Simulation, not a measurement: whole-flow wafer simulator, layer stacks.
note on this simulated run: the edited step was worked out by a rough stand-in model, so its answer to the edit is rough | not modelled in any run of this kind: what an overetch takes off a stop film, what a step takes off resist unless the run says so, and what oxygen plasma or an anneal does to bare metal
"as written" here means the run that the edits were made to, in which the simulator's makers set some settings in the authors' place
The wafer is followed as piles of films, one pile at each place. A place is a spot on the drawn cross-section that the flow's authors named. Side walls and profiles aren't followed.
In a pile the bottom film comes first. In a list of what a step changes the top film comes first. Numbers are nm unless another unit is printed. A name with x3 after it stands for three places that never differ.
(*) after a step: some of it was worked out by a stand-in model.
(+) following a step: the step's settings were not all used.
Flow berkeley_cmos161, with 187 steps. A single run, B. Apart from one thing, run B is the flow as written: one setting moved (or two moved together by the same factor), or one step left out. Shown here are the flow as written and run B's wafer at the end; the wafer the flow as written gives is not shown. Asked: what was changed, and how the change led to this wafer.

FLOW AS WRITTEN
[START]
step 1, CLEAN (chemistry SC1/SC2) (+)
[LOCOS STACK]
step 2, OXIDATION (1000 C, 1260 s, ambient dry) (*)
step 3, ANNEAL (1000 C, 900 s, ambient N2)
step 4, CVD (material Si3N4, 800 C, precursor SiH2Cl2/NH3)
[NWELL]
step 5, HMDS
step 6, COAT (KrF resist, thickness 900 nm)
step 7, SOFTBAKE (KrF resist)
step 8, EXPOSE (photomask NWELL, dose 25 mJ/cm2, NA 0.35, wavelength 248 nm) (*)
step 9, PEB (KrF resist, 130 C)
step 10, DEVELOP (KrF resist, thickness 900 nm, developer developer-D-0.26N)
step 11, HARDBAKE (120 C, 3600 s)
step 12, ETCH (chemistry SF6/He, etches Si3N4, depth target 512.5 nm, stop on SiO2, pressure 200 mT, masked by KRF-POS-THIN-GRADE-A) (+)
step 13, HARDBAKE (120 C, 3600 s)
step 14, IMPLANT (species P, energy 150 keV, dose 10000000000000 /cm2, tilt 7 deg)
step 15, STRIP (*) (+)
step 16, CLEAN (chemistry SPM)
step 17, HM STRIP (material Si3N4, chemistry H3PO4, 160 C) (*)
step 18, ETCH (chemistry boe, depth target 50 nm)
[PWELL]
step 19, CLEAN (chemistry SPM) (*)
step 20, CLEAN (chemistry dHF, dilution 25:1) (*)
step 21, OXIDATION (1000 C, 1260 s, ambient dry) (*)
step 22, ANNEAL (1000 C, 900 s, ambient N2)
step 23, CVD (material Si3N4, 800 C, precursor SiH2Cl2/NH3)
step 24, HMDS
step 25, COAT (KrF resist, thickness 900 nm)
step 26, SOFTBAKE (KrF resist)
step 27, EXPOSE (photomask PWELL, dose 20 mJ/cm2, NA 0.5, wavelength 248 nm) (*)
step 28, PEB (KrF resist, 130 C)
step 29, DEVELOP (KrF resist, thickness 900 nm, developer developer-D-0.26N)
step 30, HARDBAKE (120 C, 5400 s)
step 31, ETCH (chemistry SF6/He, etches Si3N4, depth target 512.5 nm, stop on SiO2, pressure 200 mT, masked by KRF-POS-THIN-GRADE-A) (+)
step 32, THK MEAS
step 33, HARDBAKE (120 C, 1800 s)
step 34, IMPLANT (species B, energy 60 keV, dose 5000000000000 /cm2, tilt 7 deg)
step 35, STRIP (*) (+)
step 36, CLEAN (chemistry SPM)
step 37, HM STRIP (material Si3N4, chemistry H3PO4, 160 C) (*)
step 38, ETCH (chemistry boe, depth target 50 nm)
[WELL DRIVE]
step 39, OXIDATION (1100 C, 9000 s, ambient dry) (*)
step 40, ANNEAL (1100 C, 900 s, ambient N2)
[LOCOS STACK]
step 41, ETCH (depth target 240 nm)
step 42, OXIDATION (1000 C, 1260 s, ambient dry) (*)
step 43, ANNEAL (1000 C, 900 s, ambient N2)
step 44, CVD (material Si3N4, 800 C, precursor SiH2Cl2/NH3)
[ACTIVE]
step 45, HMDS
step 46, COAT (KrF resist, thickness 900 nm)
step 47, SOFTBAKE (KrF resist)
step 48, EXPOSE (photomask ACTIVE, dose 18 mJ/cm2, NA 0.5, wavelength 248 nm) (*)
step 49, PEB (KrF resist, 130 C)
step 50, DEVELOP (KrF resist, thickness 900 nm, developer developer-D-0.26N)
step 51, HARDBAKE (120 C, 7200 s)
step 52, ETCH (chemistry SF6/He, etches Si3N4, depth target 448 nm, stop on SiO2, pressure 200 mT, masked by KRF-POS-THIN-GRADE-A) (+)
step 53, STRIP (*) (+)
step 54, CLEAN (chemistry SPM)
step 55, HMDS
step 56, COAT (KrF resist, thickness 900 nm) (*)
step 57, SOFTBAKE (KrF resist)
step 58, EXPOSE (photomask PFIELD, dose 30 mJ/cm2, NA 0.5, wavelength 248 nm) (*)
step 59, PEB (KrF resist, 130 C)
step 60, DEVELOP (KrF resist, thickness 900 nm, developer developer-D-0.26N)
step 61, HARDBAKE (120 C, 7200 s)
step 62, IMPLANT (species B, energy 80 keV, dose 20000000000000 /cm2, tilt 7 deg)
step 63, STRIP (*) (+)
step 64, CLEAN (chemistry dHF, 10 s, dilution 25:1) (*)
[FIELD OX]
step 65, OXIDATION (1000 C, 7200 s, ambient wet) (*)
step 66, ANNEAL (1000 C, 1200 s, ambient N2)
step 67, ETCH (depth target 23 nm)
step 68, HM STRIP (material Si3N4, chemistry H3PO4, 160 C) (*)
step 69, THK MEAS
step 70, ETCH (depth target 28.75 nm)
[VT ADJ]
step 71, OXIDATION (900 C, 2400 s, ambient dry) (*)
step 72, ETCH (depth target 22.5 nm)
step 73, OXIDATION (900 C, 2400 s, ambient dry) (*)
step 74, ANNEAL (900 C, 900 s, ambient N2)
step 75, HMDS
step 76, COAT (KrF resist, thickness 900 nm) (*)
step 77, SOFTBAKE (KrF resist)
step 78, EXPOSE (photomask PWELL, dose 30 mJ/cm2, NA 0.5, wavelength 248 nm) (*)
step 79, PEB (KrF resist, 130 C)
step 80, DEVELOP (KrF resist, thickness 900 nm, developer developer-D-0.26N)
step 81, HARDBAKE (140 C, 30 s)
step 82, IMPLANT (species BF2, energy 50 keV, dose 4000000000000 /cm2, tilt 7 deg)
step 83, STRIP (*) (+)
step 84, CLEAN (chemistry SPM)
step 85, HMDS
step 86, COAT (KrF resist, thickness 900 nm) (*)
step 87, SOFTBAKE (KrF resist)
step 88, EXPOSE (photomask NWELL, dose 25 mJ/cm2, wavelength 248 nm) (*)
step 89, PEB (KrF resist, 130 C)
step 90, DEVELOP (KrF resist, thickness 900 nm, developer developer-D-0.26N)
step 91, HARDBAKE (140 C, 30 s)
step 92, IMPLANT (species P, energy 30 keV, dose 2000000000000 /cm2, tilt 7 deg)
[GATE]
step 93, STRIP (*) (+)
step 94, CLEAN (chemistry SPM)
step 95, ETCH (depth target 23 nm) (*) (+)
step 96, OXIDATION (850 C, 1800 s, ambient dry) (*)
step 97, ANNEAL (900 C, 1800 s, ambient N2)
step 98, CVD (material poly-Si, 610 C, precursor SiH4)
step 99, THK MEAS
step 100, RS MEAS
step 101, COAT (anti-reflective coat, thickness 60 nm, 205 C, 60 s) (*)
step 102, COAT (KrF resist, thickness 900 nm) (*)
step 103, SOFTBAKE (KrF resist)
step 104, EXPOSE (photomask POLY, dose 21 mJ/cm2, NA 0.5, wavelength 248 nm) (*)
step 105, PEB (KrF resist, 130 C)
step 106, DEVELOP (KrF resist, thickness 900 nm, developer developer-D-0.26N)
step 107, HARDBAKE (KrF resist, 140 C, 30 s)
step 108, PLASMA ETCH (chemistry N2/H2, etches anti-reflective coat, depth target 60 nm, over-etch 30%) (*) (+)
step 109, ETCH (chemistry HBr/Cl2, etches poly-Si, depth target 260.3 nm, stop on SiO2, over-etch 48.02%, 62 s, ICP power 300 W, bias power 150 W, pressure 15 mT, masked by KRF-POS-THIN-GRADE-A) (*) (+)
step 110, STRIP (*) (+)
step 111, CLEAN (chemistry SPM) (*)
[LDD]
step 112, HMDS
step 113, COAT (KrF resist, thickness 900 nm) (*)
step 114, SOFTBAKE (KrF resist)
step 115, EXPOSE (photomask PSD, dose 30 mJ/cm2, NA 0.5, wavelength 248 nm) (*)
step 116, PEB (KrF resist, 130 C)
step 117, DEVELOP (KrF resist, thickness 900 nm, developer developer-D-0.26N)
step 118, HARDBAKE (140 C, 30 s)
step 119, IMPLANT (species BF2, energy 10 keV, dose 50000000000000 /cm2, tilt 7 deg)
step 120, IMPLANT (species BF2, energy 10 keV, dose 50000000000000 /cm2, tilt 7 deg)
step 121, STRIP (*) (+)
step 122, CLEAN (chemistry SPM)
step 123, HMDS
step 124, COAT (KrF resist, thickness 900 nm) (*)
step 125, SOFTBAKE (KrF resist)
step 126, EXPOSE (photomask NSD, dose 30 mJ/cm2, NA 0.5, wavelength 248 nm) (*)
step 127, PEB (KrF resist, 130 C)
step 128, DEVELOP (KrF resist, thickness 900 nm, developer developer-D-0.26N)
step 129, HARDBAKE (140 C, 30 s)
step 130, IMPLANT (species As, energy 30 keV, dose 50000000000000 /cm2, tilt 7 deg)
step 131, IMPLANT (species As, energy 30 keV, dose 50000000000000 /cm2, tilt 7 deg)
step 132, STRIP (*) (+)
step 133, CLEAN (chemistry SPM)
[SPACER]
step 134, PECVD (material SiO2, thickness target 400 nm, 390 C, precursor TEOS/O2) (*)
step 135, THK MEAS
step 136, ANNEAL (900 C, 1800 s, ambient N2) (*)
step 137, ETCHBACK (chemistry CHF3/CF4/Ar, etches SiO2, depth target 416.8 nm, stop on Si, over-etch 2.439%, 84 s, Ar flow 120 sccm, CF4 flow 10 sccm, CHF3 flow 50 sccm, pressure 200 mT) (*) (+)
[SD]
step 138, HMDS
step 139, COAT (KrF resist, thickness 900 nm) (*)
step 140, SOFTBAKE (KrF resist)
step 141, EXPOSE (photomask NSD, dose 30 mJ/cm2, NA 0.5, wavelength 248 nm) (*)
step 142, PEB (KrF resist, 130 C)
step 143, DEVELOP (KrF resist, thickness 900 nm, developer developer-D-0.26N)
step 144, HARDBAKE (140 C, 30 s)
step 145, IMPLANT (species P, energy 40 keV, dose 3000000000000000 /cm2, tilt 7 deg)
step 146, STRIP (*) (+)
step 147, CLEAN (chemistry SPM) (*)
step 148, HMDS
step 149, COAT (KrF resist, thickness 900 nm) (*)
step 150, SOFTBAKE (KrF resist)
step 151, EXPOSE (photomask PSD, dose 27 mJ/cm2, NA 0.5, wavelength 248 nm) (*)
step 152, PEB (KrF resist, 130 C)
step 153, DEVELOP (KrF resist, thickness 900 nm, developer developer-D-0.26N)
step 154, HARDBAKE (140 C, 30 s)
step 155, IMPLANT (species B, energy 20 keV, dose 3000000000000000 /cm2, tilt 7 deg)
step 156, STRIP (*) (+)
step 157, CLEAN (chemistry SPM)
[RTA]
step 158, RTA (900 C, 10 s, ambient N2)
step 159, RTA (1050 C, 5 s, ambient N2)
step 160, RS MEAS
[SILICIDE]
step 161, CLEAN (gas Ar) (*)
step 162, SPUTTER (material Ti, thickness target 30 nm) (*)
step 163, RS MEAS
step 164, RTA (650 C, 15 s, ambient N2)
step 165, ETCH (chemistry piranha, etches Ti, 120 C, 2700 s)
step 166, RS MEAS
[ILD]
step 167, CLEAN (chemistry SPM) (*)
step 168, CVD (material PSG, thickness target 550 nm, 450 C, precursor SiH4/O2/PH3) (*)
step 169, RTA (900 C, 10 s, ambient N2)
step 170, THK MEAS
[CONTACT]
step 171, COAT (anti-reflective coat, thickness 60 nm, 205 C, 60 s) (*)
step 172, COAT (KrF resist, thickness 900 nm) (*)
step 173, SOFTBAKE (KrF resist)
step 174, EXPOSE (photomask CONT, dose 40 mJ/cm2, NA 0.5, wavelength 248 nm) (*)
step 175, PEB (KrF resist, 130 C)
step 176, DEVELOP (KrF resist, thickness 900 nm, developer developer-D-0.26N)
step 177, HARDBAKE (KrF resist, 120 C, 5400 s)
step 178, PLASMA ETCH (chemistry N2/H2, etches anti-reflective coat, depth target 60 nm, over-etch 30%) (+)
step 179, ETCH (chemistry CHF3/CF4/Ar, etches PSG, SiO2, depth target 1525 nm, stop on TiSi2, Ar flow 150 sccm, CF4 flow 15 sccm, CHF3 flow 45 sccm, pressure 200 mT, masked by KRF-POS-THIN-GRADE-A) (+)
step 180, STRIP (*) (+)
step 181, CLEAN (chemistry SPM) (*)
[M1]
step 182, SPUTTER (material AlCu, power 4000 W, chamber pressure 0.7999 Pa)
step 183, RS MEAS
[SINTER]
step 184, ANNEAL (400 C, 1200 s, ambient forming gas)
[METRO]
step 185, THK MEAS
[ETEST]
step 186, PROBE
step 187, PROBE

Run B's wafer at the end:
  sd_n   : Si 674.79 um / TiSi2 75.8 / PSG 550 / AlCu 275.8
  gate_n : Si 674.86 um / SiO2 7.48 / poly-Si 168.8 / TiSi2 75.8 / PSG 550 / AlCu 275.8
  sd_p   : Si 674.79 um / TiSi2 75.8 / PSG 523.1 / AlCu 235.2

What caused this: step 162, SPUTTER: thickness target 48 nm was run, though the flow has thickness target 30 nm.

Step by step, how the change led to this:
  step 162, SPUTTER (material Ti, thickness target 30 nm) (*)
      field, sd_n, spacer_n and 6 more: +48 Ti (new film) (it would be, as written: +30 Ti (new film))
  step 164, RTA (650 C, 15 s, ambient N2)
      sd_n, sd_p, contact, m1: -32.8 Ti, +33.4 TiSi first (new film), +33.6 TiSi2 C49 (new film), -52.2 Si (it would be, as written: -23.4 Ti, +6.2 TiSi first (new film), +50.3 TiSi2 C49 (new film), -49 Si)
      gate_n, gate_p: -32.8 Ti, +33.4 TiSi first (new film), +33.6 TiSi2 C49 (new film), -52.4 poly-Si (it would be, as written: -23.4 Ti, +6.2 TiSi first (new film), +50.3 TiSi2 C49 (new film), -49.2 poly-Si)
  step 165, ETCH (chemistry piranha, etches Ti, 120 C, 2700 s)
      sd_n, gate_n, sd_p, gate_p, contact, m1: -15.2 Ti (all of it), -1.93 TiSi first (it would be, as written: -6.6 Ti (all of it), -1.93 TiSi first)
      field, spacer_n, spacer_p: -48 Ti (all of it) (it would be, as written: -30 Ti (all of it))
  step 169, RTA (900 C, 10 s, ambient N2)
      sd_n, sd_p, contact, m1: under 1 film: +75.8 TiSi2 (new film), -31.5 TiSi first (all of it), -33.6 TiSi2 C49 (all of it), -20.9 Si (it would be, as written: under 1 film: +53.3 TiSi2 (new film), -4.27 TiSi first (all of it), -50.3 TiSi2 C49 (all of it), -2.83 Si)
      gate_n, gate_p: under 1 film: +75.8 TiSi2 (new film), -31.5 TiSi first (all of it), -33.6 TiSi2 C49 (all of it), -21 poly-Si (it would be, as written: under 1 film: +53.3 TiSi2 (new film), -4.27 TiSi first (all of it), -50.3 TiSi2 C49 (all of it), -2.85 poly-Si)
